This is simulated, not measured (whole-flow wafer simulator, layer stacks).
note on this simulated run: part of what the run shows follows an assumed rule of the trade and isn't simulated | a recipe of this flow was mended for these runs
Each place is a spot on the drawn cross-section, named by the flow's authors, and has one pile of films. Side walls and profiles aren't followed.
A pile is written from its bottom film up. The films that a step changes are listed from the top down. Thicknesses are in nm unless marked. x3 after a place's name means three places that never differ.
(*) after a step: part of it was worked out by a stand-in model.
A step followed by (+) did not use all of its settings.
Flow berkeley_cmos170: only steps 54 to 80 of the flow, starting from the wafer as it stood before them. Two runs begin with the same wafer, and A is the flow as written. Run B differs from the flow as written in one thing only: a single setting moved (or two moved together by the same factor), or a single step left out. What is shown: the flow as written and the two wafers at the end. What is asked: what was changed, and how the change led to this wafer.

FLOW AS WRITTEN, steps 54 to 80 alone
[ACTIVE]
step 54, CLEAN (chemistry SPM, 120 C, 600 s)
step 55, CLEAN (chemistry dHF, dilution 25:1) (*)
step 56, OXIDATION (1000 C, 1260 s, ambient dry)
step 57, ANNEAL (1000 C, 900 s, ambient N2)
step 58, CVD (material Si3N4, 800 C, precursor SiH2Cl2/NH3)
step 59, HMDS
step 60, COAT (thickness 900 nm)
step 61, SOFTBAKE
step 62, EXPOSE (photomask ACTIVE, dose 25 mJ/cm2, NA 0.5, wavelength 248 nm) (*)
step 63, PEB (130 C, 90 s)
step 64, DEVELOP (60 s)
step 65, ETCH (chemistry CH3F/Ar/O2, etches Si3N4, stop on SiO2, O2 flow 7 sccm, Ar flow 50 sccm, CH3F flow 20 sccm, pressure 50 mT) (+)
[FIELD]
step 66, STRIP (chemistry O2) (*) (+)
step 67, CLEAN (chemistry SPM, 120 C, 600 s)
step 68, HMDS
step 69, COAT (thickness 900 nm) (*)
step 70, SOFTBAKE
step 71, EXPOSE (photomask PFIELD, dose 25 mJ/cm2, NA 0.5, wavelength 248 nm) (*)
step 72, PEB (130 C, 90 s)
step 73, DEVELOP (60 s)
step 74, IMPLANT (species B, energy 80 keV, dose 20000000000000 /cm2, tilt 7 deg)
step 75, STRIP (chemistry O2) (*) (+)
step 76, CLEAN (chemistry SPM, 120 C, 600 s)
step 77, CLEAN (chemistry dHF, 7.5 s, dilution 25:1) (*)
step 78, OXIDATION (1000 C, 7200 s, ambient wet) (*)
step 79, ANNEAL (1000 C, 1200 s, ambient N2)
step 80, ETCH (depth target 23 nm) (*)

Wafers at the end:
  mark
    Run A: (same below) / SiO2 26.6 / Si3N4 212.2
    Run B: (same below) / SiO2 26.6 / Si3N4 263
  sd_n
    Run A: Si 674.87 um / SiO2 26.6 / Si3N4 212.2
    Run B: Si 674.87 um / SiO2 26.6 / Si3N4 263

Cause: step 58, CVD: 823 C was run, whereas the flow has 800 C.

Step by step, how the change led to this:
  step 58, CVD (material Si3N4, 800 C, precursor SiH2Cl2/NH3)
      field, mark, sd_n and 10 more: A Si3N4 gains 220 (new film) | B Si3N4 gains 270.8 (new film)
  step 65, ETCH (chemistry CH3F/Ar/O2, etches Si3N4, stop on SiO2, O2 flow 7 sccm, Ar flow 50 sccm, CH3F flow 20 sccm, pressure 50 mT) (+)
      mark, sd_n, spacer_n and 9 more: A KrF-resist loses 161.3 | B KrF-resist loses 195.2
      field: A Si3N4 loses 220 (all of it), SiO2 loses 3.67 | B Si3N4 loses 270.8 (all of it), SiO2 loses 3.67
  step 66, STRIP (chemistry O2) (*) (+)
      mark, sd_n, spacer_n and 9 more: A KrF-resist loses 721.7 (all of it) | B KrF-resist loses 687.8 (all of it)
  step 69, COAT (thickness 900 nm) (*)
      sd_n: A KrF-resist gains 784.1 (new film) | B KrF-resist gains 759.4 (new film)
      spacer_n: A KrF-resist gains 820.2 (new film) | B KrF-resist gains 803 (new film)
      (also at 4 further places)
  step 75, STRIP (chemistry O2) (*) (+)
      sd_n: A KrF-resist loses 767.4 (all of it) | B KrF-resist loses 742.8 (all of it)
      spacer_n: A KrF-resist loses 803.4 (all of it) | B KrF-resist loses 786.3 (all of it)
      (also at 6 further places)
  step 78, OXIDATION (1000 C, 7200 s, ambient wet) (*)
      sd_n, sd_p: A SiO2 gains 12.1 (new film), Si3N4 loses 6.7, SiO2 gains 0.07, Si loses 0.07 | B SiO2 gains 12.1 (new film), Si3N4 loses 6.7
